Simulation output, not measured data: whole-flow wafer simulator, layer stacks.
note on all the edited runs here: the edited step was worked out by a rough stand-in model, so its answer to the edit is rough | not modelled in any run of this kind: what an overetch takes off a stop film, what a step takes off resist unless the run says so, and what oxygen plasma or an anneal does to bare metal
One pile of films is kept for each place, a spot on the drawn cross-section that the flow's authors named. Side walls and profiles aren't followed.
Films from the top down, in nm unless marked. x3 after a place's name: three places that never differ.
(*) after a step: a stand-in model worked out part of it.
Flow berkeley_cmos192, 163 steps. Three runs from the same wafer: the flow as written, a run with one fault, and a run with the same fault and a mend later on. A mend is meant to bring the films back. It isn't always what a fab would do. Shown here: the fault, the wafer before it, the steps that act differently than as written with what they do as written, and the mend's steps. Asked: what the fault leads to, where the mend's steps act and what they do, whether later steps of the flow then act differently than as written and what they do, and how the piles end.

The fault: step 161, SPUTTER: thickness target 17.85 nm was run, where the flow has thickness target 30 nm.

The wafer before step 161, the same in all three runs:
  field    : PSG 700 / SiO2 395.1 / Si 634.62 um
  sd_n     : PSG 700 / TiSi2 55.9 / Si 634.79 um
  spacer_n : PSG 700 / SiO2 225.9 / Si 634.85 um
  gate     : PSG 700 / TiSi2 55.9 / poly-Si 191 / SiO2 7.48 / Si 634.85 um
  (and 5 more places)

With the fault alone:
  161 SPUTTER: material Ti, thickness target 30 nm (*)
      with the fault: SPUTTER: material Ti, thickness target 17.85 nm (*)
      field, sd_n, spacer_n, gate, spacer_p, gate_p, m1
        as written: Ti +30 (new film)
        with the fault: Ti +17.9 (new film)
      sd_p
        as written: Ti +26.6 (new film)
        with the fault: Ti +15.8 (new film)
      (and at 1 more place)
  No later step of the flow acts differently than as written, at any place that is followed, by more than 2% or 0.5 nm, whichever is larger.
  At the end the piles differ from the flow's by more than 2% or 0.5 nm, whichever is larger, at field, sd_n, spacer_n and 6 more.
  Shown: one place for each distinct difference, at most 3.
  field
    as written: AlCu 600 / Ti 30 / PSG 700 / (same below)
    with the fault: AlCu 600 / Ti 17.9 / PSG 700 / (same below)
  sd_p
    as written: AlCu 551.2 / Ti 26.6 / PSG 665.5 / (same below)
    with the fault: AlCu 551.8 / Ti 15.8 / PSG 665.5 / (same below)
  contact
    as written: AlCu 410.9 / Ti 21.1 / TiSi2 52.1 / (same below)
    with the fault: AlCu 412.8 / Ti 12.5 / TiSi2 52.1 / (same below)

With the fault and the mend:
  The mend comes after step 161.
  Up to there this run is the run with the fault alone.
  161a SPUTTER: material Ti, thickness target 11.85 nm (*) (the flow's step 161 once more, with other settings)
      field, sd_n, spacer_n, gate, spacer_p, gate_p, m1
        Ti +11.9
      sd_p
        Ti +10.5
      contact
        Ti +8.28
  No later step of the flow acts differently than as written at any place that is followed.
  At the end the piles differ from the flow's only slightly at the places that both follow, by at most 2% or 0.5 nm, whichever is larger.
